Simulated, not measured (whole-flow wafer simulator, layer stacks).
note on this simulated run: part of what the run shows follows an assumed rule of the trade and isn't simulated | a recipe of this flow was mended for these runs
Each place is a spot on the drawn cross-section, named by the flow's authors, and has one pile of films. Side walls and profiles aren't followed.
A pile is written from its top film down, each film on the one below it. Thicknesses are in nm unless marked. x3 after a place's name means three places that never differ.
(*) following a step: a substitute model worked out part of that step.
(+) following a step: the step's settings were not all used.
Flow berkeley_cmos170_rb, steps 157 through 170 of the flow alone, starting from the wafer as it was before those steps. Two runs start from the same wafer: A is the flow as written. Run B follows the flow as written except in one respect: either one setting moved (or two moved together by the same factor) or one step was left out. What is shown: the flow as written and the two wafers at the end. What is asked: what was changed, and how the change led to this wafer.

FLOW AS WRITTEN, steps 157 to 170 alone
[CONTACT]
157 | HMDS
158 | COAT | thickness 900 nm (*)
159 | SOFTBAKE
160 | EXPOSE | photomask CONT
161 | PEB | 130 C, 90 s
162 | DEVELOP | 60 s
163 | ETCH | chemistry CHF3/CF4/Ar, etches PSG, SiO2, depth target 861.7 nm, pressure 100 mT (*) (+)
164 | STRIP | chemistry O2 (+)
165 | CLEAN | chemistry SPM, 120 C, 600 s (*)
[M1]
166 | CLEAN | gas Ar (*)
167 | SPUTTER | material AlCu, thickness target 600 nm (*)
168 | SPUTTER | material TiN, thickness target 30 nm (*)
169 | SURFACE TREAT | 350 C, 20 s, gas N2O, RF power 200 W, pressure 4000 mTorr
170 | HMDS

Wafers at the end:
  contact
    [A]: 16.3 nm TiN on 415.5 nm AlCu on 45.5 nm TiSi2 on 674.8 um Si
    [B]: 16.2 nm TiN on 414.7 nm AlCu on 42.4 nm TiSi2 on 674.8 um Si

What caused this: step 163, ETCH: depth target 923.7 nm was run, though the flow has depth target 861.7 nm.

The path from the change to this, step by step:
  163 | ETCH | chemistry CHF3/CF4/Ar, etches PSG, SiO2, depth target 861.7 nm, pressure 100 mT (*) (+)
      field, sd_n, spacer_n, gate, sd_p, spacer_p, gate_p, m1: A KrF-resist loses 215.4 | B KrF-resist loses 230.9
      contact: A PSG loses 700 (all of it), TiSi2 loses 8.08 | B PSG loses 700 (all of it), TiSi2 loses 11.2
  164 | STRIP | chemistry O2 (+)
      field: A KrF-resist loses 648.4 (all of it) | B KrF-resist loses 632.9 (all of it)
      sd_n: A KrF-resist loses 772.5 (all of it) | B KrF-resist loses 757 (all of it)
      (as well as at 5 more places)
